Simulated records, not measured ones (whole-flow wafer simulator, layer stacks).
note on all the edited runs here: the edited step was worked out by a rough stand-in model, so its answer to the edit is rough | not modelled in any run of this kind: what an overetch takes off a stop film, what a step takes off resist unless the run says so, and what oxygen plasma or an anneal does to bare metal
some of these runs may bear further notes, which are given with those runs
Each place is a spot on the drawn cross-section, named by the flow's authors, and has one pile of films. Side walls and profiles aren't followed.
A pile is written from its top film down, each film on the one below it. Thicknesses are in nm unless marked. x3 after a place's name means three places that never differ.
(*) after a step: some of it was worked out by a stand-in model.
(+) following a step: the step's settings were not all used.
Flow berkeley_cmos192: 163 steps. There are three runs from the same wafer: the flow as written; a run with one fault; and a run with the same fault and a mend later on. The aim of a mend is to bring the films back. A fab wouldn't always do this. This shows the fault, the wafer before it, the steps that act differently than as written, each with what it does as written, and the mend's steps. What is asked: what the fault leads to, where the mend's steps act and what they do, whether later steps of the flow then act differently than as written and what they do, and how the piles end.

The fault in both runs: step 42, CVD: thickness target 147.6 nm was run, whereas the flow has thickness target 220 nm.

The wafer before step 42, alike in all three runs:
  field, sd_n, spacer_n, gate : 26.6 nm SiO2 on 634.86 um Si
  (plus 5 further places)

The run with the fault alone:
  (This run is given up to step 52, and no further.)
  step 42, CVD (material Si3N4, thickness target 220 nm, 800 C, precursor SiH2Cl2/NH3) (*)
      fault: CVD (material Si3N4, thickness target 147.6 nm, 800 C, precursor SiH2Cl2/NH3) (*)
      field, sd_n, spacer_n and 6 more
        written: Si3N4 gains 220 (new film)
        fault: Si3N4 gains 147.6 (new film)
  Steps further on in the flow that do not act as written:
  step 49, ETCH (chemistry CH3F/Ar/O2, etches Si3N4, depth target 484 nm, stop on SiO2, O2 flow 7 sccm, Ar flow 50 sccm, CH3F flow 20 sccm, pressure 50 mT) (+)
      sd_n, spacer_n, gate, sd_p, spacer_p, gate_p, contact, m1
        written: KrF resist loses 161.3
        fault: KrF resist loses 113.1
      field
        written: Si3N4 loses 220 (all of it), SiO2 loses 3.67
        fault: Si3N4 loses 147.6 (all of it), SiO2 loses 3.67
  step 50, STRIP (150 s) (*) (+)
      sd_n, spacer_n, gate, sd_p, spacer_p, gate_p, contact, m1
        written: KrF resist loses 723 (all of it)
        fault: KrF resist loses 771.3 (all of it)
  After step 52, at sd_n, spacer_n, gate, sd_p, spacer_p, gate_p, contact, m1, the piles differ from the flow's by more than 2% or 0.5 nm, whichever is larger.
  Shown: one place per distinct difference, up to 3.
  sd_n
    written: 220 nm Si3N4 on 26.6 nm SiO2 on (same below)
    fault: 147.6 nm Si3N4 on 26.6 nm SiO2 on (same below)

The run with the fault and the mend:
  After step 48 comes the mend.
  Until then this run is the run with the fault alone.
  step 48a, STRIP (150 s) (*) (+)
      sd_n, spacer_n, gate, sd_p, spacer_p, gate_p, contact, m1
        KrF resist loses 884.4 (all of it)
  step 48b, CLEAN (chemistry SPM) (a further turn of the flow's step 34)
      does not change any film at any place that is followed
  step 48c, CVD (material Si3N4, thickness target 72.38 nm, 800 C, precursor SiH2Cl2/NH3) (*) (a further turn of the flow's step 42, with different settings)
      field, sd_n, spacer_n and 6 more
        Si3N4 gains 72.4
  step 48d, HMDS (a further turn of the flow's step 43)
      does not change any film at any place that is followed
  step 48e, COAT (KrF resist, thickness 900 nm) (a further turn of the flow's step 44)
      field, sd_n, spacer_n and 6 more
        KrF resist gains 900 (new film)
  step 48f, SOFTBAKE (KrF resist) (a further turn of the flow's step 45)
      does not change any film at any place that is followed
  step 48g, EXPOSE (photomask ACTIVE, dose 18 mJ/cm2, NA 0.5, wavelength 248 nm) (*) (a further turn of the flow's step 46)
      does not change any film at any place that is followed
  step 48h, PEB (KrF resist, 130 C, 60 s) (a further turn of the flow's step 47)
      field, sd_n, spacer_n and 6 more
        KrF resist loses 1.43
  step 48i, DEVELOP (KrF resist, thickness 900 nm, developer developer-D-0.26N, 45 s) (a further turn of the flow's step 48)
      sd_n, spacer_n, gate, sd_p, spacer_p, gate_p, contact, m1
        KrF resist loses 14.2
      field
        KrF resist loses 898.6 (all of it)
  Every later step of the flow that is run acts as written, at every place that is followed, to within 2% or 0.5 nm, whichever is larger.
  The piles end the same as the flow's at every place that both follow.
